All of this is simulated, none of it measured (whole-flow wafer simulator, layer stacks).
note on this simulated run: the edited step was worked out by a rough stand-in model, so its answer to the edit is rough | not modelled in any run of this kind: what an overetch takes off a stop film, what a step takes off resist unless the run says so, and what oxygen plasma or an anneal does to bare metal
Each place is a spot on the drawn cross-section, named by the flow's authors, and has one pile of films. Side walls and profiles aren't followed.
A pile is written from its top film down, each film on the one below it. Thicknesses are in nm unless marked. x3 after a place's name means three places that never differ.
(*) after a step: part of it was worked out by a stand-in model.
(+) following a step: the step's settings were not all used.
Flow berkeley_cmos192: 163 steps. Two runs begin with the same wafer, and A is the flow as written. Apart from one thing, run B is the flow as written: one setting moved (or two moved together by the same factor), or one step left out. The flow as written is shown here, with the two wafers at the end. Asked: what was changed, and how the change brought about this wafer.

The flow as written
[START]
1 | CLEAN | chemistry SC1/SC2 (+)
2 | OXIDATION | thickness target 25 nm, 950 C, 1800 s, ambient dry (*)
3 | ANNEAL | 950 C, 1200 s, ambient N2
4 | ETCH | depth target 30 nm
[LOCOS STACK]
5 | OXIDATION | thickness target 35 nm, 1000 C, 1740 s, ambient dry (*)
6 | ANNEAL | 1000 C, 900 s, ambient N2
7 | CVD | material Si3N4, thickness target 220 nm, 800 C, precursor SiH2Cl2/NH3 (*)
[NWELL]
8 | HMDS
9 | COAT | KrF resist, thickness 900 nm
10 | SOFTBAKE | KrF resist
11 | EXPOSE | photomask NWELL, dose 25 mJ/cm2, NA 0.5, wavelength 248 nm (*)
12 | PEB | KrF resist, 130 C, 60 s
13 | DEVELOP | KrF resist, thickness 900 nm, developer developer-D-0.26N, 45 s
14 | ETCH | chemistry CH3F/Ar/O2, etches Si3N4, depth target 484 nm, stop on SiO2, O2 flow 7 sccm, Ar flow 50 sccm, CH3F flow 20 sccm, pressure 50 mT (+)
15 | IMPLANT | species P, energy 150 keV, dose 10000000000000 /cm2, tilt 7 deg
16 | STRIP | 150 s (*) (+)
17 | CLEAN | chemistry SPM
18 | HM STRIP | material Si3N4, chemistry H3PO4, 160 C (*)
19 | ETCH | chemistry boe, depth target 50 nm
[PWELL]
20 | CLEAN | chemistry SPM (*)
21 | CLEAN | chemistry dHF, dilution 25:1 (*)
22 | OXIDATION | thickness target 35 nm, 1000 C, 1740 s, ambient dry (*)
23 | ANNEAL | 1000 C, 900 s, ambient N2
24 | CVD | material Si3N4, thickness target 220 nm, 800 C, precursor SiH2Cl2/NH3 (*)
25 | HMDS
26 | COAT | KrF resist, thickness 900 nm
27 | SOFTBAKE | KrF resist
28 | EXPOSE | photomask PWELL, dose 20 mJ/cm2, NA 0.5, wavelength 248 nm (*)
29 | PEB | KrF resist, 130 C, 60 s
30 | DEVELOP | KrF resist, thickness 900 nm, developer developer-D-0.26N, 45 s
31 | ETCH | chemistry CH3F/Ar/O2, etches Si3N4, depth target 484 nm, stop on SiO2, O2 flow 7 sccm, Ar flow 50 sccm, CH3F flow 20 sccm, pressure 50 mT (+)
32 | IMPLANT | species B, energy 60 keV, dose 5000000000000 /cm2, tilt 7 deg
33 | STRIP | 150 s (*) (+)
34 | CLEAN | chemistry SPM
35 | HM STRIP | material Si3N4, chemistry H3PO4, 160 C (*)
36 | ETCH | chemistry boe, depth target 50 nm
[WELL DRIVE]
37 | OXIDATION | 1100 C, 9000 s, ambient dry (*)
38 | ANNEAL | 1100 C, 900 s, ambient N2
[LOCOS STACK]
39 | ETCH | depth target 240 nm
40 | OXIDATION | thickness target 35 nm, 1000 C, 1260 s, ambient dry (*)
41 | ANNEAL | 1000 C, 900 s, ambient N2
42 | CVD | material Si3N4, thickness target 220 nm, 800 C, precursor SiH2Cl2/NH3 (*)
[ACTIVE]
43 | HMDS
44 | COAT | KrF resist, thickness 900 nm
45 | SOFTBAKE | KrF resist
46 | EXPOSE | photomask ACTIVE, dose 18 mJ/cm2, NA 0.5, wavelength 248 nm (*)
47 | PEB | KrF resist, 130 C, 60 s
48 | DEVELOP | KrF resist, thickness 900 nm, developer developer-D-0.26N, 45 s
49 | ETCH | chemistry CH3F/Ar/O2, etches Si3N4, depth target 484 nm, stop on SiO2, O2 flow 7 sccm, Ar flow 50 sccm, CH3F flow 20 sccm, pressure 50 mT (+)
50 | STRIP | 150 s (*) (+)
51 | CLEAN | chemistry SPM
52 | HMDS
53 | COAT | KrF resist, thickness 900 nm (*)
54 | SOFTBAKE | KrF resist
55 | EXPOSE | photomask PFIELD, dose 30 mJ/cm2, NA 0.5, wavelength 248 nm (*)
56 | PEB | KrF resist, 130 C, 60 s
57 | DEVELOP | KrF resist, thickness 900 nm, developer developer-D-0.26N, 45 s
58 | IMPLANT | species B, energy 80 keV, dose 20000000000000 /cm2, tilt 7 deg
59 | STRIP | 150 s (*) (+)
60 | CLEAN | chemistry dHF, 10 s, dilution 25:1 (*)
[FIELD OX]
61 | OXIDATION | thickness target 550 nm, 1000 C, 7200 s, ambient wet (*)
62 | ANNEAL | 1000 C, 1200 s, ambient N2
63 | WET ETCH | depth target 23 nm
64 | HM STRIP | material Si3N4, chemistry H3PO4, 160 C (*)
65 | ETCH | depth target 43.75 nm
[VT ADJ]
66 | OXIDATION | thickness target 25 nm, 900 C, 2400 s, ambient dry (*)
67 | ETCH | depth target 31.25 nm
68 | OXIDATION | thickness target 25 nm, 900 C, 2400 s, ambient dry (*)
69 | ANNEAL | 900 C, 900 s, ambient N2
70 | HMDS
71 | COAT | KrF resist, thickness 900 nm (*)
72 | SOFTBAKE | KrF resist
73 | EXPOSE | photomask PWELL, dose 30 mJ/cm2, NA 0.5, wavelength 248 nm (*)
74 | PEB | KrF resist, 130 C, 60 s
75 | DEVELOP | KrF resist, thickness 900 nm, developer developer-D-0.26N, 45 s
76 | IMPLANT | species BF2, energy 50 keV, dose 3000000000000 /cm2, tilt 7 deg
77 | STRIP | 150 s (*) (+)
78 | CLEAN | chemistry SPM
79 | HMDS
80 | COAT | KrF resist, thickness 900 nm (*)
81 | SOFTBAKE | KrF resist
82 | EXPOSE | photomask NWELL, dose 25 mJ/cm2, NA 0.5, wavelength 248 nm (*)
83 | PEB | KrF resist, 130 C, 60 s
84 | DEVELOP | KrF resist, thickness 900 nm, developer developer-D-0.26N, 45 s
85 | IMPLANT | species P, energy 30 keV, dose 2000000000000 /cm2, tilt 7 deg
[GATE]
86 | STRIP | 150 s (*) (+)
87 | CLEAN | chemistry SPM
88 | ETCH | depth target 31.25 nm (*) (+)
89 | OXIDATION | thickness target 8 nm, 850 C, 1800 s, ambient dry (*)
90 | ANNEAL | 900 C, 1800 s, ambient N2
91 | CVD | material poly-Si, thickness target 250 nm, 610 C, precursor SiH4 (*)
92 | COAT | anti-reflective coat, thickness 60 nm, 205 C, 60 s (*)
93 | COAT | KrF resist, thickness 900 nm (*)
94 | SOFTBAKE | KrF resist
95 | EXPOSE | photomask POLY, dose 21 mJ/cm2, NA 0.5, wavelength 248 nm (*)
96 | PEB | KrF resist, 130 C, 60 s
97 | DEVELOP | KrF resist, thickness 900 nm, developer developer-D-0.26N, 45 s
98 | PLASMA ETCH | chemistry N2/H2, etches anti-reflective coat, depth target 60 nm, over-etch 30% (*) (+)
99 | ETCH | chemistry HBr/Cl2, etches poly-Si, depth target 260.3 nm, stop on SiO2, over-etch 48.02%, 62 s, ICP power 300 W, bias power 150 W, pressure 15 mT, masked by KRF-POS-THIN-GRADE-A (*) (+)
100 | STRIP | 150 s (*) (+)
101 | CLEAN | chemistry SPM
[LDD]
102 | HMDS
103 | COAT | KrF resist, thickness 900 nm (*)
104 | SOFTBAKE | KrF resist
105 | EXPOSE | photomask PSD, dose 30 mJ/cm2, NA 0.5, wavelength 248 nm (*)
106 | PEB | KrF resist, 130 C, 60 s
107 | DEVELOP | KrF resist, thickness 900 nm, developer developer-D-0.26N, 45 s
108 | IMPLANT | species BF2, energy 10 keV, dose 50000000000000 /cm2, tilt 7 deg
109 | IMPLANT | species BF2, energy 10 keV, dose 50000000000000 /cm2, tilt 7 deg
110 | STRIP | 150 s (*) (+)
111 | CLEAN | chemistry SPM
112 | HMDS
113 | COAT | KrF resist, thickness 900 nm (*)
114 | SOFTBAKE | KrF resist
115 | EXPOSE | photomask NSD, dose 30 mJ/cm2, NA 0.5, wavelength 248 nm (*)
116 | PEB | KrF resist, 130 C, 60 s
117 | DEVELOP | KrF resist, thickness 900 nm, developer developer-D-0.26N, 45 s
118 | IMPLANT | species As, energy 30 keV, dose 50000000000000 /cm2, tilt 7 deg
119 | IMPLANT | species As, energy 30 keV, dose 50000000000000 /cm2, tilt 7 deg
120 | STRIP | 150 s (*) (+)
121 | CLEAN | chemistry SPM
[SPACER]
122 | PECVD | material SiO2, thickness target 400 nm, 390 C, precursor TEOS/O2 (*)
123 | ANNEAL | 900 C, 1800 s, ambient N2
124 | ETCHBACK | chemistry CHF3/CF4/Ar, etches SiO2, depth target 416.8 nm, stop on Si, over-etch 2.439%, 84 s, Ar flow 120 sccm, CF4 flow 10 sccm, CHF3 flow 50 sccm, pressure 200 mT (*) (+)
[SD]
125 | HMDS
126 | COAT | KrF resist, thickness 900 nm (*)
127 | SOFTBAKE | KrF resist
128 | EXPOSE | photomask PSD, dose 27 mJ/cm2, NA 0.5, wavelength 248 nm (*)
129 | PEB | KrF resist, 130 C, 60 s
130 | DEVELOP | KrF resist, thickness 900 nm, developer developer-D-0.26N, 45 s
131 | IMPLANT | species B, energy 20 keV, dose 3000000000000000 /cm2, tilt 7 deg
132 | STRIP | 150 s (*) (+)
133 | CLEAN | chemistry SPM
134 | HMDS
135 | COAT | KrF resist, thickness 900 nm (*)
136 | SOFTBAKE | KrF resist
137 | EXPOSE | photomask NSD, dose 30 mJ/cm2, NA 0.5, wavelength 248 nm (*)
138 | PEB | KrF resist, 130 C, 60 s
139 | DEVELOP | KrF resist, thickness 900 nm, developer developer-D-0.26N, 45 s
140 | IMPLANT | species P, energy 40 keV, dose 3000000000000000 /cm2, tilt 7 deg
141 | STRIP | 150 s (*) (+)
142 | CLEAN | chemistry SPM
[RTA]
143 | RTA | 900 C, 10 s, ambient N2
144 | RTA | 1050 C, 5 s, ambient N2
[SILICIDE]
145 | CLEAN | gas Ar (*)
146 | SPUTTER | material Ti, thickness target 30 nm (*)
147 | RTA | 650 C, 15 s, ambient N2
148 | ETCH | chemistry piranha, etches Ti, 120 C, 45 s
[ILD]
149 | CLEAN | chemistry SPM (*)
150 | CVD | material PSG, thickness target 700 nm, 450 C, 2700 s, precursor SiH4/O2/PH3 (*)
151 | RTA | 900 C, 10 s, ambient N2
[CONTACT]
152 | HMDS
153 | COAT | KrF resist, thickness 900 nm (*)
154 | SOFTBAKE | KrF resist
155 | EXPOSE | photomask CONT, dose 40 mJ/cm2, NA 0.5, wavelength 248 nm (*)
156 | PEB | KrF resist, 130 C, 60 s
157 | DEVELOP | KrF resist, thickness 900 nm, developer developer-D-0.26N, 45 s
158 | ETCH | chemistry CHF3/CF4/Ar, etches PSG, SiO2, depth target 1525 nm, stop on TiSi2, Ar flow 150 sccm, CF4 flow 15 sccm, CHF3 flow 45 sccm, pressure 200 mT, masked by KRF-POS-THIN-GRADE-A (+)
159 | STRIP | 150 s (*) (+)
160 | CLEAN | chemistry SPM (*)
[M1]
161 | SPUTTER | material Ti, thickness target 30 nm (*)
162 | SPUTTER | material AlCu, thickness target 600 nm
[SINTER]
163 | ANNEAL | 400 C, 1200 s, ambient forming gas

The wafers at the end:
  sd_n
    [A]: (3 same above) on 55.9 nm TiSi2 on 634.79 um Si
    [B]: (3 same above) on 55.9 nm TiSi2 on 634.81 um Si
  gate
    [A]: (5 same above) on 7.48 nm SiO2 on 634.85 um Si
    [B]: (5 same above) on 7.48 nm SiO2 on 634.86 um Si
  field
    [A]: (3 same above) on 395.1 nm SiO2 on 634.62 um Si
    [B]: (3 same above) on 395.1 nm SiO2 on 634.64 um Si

Cause: step 37, OXIDATION: 6300 s was run, whereas the flow has 9000 s.

Step by step, how the change led to this:
  37 | OXIDATION | 1100 C, 9000 s, ambient dry (*)
      field, sd_n, spacer_n and 6 more: A SiO2 gains 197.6 (new film), Si loses 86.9 | B SiO2 gains 158.8 (new film), Si loses 69.9
  39 | ETCH | depth target 240 nm
      field, sd_n, spacer_n and 6 more: A SiO2 loses 197.6 (all of it) | B SiO2 loses 158.8 (all of it)
